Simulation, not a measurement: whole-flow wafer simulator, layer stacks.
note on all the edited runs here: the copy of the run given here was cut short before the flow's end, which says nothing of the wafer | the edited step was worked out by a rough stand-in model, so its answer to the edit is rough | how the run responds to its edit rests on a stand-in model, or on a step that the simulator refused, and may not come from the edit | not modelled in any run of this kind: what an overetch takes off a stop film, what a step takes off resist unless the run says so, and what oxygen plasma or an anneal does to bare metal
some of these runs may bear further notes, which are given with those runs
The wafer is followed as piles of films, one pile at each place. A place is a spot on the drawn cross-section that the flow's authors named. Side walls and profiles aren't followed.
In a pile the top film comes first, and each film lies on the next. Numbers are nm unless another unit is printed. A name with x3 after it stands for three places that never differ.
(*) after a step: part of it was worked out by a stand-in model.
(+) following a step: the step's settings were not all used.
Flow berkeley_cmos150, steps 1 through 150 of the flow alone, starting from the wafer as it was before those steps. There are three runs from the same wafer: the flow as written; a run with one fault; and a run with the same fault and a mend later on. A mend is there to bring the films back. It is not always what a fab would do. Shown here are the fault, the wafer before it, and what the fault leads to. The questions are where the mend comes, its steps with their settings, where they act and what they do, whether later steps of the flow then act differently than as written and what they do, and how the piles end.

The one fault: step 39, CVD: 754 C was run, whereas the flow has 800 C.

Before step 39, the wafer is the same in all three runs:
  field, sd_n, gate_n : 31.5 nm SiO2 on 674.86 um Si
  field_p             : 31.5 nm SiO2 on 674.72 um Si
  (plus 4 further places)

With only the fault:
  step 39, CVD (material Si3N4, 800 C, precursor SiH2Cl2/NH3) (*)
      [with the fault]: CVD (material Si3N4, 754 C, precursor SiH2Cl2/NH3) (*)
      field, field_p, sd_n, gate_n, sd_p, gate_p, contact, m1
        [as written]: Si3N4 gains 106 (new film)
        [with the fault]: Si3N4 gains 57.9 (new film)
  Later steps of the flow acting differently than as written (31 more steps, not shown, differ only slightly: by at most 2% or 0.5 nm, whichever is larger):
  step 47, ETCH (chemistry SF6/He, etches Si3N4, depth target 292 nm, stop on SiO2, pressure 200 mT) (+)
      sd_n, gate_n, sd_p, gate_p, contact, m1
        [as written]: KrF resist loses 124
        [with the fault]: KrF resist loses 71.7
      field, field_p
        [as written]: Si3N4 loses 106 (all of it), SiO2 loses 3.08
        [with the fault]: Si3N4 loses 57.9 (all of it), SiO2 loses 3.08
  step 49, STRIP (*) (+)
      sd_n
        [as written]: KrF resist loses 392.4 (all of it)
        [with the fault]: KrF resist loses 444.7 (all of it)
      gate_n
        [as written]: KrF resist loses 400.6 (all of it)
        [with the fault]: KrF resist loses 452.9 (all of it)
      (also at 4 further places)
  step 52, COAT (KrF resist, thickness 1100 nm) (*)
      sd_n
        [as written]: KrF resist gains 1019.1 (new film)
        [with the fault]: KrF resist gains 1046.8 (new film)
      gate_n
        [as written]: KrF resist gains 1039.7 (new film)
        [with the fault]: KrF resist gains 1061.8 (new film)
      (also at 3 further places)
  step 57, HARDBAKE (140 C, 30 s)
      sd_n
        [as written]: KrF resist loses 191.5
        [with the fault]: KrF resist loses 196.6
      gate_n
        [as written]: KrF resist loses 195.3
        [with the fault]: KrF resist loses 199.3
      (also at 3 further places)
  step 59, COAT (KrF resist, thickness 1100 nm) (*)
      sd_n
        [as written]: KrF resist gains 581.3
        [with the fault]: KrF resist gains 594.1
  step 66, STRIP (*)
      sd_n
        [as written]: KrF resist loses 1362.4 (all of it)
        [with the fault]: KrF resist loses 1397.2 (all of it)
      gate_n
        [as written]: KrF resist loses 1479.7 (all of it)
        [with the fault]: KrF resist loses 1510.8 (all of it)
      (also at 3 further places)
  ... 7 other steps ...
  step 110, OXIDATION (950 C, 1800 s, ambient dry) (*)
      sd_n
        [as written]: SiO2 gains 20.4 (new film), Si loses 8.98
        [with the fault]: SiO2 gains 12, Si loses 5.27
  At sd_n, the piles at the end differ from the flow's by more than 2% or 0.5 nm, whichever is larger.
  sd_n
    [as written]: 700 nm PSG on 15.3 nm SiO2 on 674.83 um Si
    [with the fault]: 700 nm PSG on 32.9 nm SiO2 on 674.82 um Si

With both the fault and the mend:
  The mend follows step 39.
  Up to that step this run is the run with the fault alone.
  step 39a, CVD (material Si3N4, 800 C, precursor SiH2Cl2/NH3) (*) (the flow's step 39, run once more with other settings, which are not printed)
      field, field_p, sd_n, gate_n, sd_p, gate_p, contact, m1
        Si3N4 gains 48.1
  None of the later steps of the flow acts differently than as written at any place that is followed.
  By the end, the piles equal the flow's at every place that both follow.
